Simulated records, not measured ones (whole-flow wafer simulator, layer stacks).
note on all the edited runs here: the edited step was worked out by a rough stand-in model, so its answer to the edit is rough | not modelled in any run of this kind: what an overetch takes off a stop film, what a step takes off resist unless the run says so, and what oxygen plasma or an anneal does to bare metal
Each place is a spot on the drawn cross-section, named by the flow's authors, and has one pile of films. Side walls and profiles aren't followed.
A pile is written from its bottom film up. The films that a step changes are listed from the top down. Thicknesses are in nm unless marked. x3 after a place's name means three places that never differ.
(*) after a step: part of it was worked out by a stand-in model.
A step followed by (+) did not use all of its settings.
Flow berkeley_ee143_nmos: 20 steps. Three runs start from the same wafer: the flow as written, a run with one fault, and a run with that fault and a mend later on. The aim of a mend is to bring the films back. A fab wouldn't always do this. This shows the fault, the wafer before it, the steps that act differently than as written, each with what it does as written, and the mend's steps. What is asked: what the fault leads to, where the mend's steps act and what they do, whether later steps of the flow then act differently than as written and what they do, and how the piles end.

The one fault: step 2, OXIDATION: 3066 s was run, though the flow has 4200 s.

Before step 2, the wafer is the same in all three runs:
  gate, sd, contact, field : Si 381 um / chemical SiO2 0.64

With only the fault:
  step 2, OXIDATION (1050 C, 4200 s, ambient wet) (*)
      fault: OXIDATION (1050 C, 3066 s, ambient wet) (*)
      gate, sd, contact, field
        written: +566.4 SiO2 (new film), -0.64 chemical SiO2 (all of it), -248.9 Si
        fault: +468.7 SiO2 (new film), -0.64 chemical SiO2 (all of it), -205.9 Si
  Later steps of the flow acting differently than as written:
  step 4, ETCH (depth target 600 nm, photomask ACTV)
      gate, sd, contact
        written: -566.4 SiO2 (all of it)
        fault: -468.7 SiO2 (all of it)
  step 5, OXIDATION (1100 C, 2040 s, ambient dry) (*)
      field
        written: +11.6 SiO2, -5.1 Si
        fault: +13.6 SiO2, -5.99 Si
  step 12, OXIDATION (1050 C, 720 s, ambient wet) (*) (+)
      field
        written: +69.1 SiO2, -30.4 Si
        fault: +80.1 SiO2, -35.2 Si
  At field, the piles at the end differ from the flow's by more than 2% or 0.5 nm, whichever is larger.
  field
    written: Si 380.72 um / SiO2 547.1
    fault: Si 380.75 um / SiO2 462.4

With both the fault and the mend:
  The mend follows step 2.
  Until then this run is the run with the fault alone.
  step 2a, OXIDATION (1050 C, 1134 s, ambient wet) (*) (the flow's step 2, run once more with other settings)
      gate, sd, contact, field
        +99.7 SiO2, -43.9 Si
  Every later step of the flow that is run acts as written, at every place that is followed, to within 2% or 0.5 nm, whichever is larger.
  When the end is reached, the piles differ only a little from the flow's at the places that both follow, at most by 2% or 0.5 nm, whichever is larger.
